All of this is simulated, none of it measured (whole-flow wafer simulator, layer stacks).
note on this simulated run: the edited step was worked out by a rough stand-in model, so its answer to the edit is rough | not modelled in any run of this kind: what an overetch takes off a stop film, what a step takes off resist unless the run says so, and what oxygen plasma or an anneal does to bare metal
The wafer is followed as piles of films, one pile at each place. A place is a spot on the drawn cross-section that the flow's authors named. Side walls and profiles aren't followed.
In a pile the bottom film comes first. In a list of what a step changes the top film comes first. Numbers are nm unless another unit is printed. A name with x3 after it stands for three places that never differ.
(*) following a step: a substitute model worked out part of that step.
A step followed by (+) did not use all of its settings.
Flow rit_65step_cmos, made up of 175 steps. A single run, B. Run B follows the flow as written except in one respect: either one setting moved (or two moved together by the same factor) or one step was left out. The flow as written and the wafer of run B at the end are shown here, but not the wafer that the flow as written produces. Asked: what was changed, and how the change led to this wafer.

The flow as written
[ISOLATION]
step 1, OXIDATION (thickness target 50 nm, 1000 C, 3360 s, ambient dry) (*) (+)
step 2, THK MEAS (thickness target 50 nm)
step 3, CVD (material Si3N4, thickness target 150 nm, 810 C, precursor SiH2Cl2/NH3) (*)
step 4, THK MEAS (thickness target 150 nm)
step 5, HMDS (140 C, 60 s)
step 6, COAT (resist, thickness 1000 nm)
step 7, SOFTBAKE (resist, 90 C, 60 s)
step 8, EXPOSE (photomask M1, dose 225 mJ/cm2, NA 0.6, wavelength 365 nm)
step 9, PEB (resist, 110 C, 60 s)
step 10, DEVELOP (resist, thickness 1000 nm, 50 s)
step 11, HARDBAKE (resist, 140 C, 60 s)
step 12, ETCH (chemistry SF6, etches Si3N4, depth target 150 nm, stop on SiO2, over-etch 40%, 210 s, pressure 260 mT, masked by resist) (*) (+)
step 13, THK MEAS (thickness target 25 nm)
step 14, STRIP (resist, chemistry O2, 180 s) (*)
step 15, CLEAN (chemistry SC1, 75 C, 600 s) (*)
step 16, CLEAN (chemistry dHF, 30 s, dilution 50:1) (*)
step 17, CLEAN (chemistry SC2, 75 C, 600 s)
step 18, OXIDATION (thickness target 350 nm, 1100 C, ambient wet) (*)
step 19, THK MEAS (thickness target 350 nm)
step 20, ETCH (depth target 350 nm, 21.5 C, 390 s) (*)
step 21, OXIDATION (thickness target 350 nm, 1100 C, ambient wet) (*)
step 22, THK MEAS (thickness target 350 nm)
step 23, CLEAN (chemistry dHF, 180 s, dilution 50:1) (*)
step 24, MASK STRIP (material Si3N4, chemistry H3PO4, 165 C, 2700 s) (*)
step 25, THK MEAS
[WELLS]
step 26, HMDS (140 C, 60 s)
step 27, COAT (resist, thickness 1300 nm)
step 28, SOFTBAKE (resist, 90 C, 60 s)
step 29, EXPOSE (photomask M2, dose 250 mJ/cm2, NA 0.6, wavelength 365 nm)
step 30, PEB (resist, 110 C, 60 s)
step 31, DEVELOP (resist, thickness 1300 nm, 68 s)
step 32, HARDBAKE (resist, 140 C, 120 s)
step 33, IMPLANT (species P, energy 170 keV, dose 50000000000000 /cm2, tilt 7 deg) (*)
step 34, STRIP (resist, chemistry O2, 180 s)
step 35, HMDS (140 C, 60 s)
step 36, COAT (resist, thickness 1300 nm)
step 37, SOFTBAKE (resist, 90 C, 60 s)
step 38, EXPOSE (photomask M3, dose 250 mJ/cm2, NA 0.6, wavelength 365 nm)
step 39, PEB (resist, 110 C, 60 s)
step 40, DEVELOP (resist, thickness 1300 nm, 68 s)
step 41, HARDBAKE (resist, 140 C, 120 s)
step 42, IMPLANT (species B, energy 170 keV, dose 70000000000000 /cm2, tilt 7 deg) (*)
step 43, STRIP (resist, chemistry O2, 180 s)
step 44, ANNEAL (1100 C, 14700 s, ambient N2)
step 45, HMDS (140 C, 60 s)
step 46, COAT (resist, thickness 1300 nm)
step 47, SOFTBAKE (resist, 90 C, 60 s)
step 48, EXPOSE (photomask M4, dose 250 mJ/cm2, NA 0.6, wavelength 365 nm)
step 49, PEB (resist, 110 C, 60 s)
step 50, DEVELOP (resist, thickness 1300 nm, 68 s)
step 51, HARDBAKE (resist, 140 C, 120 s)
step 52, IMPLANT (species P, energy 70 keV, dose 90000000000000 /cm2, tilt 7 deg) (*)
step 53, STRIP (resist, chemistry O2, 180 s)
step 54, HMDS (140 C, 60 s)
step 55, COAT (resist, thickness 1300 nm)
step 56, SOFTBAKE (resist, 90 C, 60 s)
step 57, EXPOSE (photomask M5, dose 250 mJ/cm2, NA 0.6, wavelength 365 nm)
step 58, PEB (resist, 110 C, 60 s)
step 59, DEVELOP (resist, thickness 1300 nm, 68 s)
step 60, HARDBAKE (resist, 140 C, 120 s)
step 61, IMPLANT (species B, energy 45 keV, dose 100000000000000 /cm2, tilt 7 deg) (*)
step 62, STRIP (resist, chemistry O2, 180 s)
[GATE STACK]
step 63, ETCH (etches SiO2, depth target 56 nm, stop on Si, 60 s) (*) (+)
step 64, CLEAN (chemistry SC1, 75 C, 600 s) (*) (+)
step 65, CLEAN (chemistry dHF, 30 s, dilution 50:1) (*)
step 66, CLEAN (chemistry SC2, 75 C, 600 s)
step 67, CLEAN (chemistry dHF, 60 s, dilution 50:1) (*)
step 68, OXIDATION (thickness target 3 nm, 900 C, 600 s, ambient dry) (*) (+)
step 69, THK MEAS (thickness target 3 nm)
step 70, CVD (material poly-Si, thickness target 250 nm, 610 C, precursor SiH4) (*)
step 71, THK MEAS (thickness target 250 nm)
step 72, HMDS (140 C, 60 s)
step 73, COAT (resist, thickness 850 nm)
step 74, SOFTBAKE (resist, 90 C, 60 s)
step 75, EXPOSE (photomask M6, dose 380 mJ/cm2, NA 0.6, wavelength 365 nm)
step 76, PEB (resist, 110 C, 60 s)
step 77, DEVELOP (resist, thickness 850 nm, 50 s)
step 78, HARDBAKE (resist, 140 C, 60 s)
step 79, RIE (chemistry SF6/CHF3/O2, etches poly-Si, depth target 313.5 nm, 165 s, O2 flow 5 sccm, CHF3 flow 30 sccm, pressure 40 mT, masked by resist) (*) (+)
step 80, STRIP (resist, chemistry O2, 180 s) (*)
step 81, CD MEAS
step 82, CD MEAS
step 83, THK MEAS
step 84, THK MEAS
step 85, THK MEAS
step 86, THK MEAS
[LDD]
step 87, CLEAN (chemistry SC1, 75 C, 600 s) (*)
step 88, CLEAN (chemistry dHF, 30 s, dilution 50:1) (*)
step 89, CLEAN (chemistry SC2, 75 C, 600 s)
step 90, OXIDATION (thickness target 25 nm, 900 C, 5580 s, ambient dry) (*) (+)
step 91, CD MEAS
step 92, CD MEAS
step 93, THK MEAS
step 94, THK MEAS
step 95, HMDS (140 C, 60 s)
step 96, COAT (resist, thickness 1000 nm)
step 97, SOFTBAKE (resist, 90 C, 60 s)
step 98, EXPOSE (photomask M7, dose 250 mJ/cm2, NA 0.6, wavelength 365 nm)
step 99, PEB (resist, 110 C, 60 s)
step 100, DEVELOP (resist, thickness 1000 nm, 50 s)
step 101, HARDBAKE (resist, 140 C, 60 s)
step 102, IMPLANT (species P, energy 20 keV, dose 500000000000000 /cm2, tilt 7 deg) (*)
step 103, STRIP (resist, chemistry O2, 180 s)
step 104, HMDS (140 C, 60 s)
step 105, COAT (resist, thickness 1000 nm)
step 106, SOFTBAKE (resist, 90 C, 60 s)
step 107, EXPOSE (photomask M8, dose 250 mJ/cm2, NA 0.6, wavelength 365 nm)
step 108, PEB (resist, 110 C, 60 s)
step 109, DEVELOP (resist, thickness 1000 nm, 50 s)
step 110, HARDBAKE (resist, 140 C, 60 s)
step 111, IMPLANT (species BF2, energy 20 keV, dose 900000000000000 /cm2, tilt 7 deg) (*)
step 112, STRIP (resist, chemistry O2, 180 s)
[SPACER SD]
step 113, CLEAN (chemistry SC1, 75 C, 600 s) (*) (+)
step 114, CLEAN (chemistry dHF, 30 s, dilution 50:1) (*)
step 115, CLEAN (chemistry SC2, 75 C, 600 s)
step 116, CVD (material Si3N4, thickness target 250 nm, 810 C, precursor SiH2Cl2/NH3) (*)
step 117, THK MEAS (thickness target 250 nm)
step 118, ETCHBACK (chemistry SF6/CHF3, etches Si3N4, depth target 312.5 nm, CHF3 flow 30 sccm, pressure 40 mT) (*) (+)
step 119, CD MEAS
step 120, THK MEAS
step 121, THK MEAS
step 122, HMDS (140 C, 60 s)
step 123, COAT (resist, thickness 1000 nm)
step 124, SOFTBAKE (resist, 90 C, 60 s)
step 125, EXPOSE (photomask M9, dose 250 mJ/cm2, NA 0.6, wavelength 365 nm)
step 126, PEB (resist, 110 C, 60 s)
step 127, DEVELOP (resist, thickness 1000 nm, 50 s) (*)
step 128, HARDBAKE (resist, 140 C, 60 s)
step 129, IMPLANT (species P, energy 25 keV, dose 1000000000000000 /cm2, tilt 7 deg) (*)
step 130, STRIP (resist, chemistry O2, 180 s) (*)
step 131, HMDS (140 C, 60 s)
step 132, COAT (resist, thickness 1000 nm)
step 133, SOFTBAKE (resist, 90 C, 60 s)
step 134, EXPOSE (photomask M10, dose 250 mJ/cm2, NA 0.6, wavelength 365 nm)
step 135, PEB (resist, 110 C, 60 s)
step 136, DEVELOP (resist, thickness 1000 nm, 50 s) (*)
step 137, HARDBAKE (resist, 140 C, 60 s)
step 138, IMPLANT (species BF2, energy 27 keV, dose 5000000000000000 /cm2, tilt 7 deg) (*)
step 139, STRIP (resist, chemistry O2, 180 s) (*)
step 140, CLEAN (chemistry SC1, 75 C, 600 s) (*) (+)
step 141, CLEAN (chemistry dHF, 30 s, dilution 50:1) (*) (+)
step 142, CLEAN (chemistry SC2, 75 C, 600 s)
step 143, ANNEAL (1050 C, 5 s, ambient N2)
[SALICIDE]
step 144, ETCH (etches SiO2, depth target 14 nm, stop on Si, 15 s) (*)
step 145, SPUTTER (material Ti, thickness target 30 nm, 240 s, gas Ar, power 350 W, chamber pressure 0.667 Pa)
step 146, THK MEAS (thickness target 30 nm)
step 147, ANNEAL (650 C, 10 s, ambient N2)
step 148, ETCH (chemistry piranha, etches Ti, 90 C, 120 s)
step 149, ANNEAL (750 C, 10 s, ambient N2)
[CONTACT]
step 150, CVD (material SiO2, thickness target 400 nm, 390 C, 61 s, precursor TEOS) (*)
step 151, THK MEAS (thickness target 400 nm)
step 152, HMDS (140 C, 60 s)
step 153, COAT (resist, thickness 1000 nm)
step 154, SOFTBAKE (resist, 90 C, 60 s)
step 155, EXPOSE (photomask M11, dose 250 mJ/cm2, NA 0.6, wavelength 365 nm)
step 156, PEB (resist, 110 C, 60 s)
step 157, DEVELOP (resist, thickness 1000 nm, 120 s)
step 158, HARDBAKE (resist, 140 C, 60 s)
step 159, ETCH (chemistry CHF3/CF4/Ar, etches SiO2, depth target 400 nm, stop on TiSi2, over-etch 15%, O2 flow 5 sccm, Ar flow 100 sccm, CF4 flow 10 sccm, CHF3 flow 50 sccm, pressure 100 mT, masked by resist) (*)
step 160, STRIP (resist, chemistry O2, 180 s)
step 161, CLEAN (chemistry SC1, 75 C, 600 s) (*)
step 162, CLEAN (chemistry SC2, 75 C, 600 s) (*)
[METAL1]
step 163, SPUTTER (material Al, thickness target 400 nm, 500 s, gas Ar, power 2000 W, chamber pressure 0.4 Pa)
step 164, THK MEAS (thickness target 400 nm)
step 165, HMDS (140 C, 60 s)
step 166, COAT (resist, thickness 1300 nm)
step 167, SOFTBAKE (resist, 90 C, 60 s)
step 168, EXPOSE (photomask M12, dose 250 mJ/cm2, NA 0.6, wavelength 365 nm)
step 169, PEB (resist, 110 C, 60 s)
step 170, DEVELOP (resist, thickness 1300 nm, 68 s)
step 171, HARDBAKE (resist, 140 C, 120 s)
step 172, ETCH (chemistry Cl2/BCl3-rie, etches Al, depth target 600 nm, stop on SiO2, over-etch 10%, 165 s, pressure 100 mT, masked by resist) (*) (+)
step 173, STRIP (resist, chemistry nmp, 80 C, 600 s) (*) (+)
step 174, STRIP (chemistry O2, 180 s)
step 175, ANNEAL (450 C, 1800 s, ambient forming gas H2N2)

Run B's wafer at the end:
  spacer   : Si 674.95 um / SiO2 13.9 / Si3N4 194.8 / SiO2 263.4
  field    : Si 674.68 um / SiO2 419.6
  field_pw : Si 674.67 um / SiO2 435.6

What caused this: step 150, CVD: thickness target 300 nm was run, while the flow as written has thickness target 400 nm.

The path from the change to this, step by step:
  step 150, CVD (material SiO2, thickness target 400 nm, 390 C, 61 s, precursor TEOS) (*)
      field, field_pw, field_nw, field_p: +300 SiO2 (it would be, as written: +400 SiO2)
      spacer, spacer_p: +300 SiO2 (new film) (it would be, as written: +400 SiO2 (new film))
      (also at 2 further places)
  step 159, ETCH (chemistry CHF3/CF4/Ar, etches SiO2, depth target 400 nm, stop on TiSi2, over-etch 15%, O2 flow 5 sccm, Ar flow 100 sccm, CF4 flow 10 sccm, CHF3 flow 50 sccm, pressure 100 mT, masked by resist) (*)
      field, field_pw, field_nw, field_p, gate_n, gate_p, spacer, spacer_p: -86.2 resist (it would be, as written: -115 resist)
  step 160, STRIP (resist, chemistry O2, 180 s)
      field: -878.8 resist (all of it) (it would be, as written: -851 resist (all of it))
      field_pw: -848.3 resist (all of it) (it would be, as written: -820.1 resist (all of it))
      (also at 6 further places)
